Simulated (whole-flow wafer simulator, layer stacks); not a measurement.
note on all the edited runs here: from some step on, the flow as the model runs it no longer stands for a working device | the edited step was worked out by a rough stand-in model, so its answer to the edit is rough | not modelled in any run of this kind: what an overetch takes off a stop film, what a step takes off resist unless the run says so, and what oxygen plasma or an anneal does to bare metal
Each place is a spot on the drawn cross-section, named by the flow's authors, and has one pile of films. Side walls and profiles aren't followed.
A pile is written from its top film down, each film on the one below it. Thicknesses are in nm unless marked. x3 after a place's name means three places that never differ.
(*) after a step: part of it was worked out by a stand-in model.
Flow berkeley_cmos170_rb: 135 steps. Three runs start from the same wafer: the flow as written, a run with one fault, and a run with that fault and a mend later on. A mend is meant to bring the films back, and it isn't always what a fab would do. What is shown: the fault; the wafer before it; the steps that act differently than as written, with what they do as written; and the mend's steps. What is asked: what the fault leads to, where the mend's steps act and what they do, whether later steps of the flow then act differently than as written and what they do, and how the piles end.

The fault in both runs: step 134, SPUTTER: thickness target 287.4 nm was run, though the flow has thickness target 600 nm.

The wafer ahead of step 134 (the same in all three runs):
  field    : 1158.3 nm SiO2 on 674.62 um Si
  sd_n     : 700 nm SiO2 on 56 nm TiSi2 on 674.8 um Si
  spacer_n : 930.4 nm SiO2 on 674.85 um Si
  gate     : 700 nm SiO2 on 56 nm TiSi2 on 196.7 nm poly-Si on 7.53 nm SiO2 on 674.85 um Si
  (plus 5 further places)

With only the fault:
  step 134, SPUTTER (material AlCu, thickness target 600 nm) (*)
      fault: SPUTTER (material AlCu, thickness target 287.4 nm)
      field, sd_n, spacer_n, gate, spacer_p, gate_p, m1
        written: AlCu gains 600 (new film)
        fault: AlCu gains 287.4 (new film)
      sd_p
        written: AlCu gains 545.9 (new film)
        fault: AlCu gains 256 (new film)
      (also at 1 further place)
  None of the later steps of the flow acts differently than as written at any place that is followed.
  At field, sd_n, spacer_n and 6 more, the piles at the end differ from the flow's by more than 2% or 0.5 nm, whichever is larger.
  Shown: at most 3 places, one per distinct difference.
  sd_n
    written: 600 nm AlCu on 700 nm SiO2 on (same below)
    fault: 287.4 nm AlCu on 700 nm SiO2 on (same below)
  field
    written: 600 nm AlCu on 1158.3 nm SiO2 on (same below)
    fault: 287.4 nm AlCu on 1158.3 nm SiO2 on (same below)
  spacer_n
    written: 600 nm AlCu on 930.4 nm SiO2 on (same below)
    fault: 287.4 nm AlCu on 930.4 nm SiO2 on (same below)

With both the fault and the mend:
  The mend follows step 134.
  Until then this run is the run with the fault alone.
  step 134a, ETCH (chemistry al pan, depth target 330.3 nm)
      field, sd_n, spacer_n, gate, spacer_p, gate_p, m1
        AlCu loses 287.4 (all of it)
      sd_p
        AlCu loses 256 (all of it)
      contact
        AlCu loses 203.3 (all of it)
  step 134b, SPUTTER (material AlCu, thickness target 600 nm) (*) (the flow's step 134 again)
      field, sd_n, spacer_n, gate, spacer_p, gate_p, m1
        AlCu gains 600 (new film)
      sd_p
        AlCu gains 545.9 (new film)
      contact
        AlCu gains 415.1 (new film)
  None of the later steps of the flow acts differently than as written at any place that is followed.
  The piles end the same as the flow's at every place that both follow.
